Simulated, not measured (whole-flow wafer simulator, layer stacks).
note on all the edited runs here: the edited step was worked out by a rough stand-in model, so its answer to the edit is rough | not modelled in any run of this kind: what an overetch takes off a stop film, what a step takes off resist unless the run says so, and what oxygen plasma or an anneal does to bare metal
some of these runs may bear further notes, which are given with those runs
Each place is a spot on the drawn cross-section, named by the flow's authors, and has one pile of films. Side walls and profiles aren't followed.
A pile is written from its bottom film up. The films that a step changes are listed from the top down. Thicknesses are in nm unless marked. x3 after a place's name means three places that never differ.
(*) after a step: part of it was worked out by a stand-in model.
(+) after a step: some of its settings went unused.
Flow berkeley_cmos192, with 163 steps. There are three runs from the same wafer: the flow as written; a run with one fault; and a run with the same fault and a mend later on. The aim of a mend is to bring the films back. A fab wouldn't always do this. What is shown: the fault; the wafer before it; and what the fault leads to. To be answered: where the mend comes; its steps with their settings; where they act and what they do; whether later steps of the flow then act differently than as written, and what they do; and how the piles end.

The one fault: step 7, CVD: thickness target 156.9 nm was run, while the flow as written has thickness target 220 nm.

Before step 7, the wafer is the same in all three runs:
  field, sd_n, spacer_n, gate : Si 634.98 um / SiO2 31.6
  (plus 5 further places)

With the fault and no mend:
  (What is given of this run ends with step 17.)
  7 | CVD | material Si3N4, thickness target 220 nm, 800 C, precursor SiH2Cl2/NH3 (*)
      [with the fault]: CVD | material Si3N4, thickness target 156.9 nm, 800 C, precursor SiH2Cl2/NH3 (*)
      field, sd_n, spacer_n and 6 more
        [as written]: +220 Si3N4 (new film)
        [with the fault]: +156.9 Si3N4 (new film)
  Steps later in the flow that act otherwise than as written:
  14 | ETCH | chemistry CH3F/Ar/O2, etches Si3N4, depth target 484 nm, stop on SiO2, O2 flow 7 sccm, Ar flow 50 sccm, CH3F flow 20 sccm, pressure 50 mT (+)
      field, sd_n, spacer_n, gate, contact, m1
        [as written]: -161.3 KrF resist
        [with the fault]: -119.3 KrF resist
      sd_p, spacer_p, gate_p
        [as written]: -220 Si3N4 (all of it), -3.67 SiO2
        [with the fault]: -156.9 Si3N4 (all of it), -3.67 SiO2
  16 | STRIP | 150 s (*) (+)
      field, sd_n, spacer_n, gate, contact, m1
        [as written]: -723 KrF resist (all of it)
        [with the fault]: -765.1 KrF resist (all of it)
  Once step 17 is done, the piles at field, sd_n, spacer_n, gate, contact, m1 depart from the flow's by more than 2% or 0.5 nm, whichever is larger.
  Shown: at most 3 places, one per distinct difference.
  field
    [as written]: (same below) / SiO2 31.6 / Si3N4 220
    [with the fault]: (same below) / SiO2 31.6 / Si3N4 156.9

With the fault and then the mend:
  After step 7 comes the mend.
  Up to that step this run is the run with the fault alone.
  7a | CVD | material Si3N4, thickness target 63.14 nm, 800 C, precursor SiH2Cl2/NH3 (*) (the flow's step 7 again, with other settings)
      field, sd_n, spacer_n and 6 more
        +63.1 Si3N4
  Every later step of the flow that is run acts as written, at every place that is followed, to within 2% or 0.5 nm, whichever is larger.
  By the end, the piles equal the flow's at every place that both follow.
